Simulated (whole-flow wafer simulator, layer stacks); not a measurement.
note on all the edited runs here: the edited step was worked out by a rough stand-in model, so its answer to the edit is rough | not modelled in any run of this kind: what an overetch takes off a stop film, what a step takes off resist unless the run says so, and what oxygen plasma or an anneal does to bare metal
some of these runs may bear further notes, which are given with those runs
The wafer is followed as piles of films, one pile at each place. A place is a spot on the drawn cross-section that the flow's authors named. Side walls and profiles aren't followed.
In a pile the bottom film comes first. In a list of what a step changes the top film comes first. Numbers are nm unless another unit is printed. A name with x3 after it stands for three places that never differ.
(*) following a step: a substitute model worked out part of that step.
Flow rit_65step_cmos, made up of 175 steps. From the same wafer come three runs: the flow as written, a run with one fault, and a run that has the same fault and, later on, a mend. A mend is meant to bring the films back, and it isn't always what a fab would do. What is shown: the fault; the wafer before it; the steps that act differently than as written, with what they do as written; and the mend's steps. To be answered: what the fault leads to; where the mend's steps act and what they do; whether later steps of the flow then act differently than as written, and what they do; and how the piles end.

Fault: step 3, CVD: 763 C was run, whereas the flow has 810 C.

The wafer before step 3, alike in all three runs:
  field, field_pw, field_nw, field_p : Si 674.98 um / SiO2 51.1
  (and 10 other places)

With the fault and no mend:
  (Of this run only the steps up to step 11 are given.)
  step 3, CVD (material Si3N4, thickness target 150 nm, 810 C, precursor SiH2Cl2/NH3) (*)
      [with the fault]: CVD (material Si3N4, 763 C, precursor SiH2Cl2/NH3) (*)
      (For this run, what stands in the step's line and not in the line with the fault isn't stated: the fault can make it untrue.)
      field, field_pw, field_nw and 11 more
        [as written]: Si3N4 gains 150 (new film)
        [with the fault]: Si3N4 gains 75.1 (new film)
  Every later step of the flow up to step 11 that is run acts as written at every place that is followed.
  Once step 11 is done, the piles at field, field_pw, field_nw and 11 more depart from the flow's by more than 2% or 0.5 nm, whichever is larger.
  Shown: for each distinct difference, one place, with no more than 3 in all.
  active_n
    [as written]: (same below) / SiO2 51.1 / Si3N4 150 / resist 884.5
    [with the fault]: (same below) / SiO2 51.1 / Si3N4 75.1 / resist 884.5
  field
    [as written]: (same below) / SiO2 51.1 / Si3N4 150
    [with the fault]: (same below) / SiO2 51.1 / Si3N4 75.1

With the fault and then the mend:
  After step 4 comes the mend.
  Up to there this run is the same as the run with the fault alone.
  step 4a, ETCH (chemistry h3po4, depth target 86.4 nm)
      field, field_pw, field_nw and 11 more
        Si3N4 loses 75.1 (all of it)
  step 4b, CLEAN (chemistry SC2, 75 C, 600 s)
      leaves every film unchanged at each place that is followed
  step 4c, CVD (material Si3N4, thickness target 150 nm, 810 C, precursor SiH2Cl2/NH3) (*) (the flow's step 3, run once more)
      field, field_pw, field_nw and 11 more
        Si3N4 gains 150 (new film)
  Every later step of the flow that is run acts as written at every place that is followed.
  The piles end the same as the flow's at every place that both follow.
